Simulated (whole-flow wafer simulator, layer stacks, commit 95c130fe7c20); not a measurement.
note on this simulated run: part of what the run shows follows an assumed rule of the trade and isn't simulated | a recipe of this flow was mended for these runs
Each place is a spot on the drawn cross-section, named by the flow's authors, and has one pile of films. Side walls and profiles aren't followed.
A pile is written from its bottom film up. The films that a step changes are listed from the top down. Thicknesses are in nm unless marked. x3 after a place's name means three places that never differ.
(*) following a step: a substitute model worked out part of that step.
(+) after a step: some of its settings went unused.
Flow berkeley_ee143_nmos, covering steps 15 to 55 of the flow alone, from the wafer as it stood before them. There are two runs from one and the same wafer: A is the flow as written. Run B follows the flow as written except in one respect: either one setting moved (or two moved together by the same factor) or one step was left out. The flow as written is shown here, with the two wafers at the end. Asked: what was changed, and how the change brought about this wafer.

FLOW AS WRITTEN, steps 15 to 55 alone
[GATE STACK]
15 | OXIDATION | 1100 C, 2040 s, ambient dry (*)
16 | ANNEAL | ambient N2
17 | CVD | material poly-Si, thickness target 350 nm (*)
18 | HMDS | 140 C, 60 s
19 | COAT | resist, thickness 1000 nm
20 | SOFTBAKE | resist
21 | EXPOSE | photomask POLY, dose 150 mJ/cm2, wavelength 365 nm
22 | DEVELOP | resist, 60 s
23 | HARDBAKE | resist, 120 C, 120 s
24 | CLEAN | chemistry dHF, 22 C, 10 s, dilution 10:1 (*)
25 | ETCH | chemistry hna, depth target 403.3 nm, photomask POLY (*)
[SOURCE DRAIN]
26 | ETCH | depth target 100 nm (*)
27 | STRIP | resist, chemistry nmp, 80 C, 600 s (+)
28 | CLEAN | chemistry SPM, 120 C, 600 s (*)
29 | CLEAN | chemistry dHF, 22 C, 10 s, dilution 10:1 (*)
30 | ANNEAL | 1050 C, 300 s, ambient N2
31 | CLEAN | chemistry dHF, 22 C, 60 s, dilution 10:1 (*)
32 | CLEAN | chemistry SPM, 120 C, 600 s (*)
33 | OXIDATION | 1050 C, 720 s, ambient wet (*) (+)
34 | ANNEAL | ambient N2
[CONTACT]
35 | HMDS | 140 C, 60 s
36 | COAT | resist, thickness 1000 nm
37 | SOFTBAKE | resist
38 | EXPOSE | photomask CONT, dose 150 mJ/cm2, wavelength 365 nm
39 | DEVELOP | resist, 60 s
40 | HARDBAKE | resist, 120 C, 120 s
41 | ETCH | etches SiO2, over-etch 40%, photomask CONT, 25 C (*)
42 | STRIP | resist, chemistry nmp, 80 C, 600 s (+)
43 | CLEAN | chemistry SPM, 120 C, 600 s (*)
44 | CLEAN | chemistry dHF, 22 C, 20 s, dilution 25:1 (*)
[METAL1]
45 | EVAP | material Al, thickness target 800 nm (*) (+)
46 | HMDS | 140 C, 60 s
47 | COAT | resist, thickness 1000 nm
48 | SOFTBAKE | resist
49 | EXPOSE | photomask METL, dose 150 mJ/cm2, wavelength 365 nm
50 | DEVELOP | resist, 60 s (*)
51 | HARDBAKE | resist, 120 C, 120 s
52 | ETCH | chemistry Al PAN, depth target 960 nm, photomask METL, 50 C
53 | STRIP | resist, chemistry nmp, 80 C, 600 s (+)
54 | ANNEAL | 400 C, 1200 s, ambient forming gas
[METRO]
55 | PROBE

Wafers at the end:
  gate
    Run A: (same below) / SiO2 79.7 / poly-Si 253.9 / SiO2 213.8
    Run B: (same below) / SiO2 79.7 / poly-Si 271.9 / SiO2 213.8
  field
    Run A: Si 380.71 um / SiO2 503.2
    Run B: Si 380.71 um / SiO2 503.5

Cause: step 17, CVD: thickness target 368 nm was run, though the flow has thickness target 350 nm.

How this came from the change, step by step:
  17 | CVD | material poly-Si, thickness target 350 nm (*)
      gate, sd, contact, field: A poly-Si gains 350 (new film) | B poly-Si gains 368 (new film)
  25 | ETCH | chemistry hna, depth target 403.3 nm, photomask POLY (*)
      sd, contact, field: A poly-Si loses 350 (all of it), SiO2 loses 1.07 | B poly-Si loses 368 (all of it), SiO2 loses 0.71
